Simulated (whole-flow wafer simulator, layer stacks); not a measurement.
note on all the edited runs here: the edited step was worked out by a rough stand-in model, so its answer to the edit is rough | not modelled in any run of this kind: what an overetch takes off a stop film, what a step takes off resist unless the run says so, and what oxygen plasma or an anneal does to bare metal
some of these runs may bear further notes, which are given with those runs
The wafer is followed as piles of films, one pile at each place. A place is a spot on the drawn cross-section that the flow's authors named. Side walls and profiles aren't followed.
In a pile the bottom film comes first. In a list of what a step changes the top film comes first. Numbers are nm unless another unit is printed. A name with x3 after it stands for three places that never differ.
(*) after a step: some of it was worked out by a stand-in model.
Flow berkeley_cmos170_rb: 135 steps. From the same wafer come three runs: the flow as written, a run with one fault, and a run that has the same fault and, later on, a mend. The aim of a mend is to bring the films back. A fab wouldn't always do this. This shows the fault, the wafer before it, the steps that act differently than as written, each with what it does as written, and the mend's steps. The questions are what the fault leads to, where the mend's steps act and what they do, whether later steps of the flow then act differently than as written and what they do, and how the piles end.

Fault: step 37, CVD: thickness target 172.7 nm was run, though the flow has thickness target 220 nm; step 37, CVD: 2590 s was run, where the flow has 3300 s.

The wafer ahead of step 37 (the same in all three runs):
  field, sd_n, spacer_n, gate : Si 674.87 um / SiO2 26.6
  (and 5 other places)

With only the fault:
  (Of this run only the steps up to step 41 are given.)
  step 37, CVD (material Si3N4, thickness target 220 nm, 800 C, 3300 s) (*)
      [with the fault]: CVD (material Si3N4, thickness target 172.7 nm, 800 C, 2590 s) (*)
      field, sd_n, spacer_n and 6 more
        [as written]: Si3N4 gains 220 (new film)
        [with the fault]: Si3N4 gains 172.7 (new film)
  Later steps of the flow up to step 41 that are run all act as written at every place that is followed.
  After step 41, at field, sd_n, spacer_n and 6 more, the piles differ from the flow's by more than 2% or 0.5 nm, whichever is larger.
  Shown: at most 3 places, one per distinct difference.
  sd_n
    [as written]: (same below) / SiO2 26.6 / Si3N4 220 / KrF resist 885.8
    [with the fault]: (same below) / SiO2 26.6 / Si3N4 172.7 / KrF resist 885.8
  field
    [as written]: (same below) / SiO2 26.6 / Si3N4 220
    [with the fault]: (same below) / SiO2 26.6 / Si3N4 172.7

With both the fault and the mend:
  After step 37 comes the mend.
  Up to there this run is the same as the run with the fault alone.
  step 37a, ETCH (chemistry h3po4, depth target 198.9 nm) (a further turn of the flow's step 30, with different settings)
      field, sd_n, spacer_n and 6 more
        Si3N4 loses 172.7 (all of it)
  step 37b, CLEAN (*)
      leaves every film unchanged at each place that is followed
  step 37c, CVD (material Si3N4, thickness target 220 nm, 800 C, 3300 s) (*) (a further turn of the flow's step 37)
      field, sd_n, spacer_n and 6 more
        Si3N4 gains 220 (new film)
  Later steps of the flow that are run all act as written at every place that is followed.
  The piles end the same as the flow's at every place that both follow.
